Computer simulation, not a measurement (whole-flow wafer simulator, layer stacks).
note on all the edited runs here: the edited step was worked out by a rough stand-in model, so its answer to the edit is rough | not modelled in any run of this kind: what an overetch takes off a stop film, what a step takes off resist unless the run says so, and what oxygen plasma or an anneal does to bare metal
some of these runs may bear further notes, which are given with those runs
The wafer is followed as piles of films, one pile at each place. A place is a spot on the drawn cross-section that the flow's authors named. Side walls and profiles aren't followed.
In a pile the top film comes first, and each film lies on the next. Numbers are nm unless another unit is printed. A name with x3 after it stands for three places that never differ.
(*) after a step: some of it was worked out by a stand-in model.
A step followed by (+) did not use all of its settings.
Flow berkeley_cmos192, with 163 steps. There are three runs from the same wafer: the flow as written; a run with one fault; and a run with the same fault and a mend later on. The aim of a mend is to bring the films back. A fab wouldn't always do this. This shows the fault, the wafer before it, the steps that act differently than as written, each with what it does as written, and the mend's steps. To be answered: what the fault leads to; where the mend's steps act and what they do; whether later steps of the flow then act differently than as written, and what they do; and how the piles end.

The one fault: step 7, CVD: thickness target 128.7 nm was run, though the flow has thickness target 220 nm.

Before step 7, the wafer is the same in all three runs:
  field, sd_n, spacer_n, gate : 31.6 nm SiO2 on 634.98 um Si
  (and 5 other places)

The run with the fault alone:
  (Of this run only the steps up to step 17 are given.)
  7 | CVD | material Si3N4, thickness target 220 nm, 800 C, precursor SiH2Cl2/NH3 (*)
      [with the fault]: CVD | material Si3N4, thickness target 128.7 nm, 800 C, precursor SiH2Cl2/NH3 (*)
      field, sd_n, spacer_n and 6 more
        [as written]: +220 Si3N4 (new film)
        [with the fault]: +128.7 Si3N4 (new film)
  Steps later in the flow that act otherwise than as written:
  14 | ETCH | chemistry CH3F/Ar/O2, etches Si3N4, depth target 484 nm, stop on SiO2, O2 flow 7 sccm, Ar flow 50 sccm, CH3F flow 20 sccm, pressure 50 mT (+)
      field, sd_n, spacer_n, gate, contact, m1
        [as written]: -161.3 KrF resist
        [with the fault]: -100.5 KrF resist
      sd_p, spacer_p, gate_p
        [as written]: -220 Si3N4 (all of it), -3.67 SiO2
        [with the fault]: -128.7 Si3N4 (all of it), -3.67 SiO2
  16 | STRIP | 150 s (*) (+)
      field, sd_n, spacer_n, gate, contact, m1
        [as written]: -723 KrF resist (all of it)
        [with the fault]: -783.9 KrF resist (all of it)
  The piles after step 17 differ from the flow's at field, sd_n, spacer_n, gate, contact, m1 by more than 2% or 0.5 nm, whichever is larger.
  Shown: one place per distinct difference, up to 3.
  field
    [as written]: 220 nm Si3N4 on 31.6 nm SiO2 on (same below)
    [with the fault]: 128.7 nm Si3N4 on 31.6 nm SiO2 on (same below)

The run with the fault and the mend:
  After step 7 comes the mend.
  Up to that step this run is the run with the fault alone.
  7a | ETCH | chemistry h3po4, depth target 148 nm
      field, sd_n, spacer_n and 6 more
        -128.7 Si3N4 (all of it)
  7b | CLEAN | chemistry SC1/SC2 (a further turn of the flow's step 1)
      does not change any film at any place that is followed
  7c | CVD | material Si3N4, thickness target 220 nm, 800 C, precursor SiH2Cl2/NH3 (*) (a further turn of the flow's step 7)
      field, sd_n, spacer_n and 6 more
        +220 Si3N4 (new film)
  Every later step of the flow that is run acts as written at every place that is followed.
  The piles end the same as the flow's at every place that both follow.
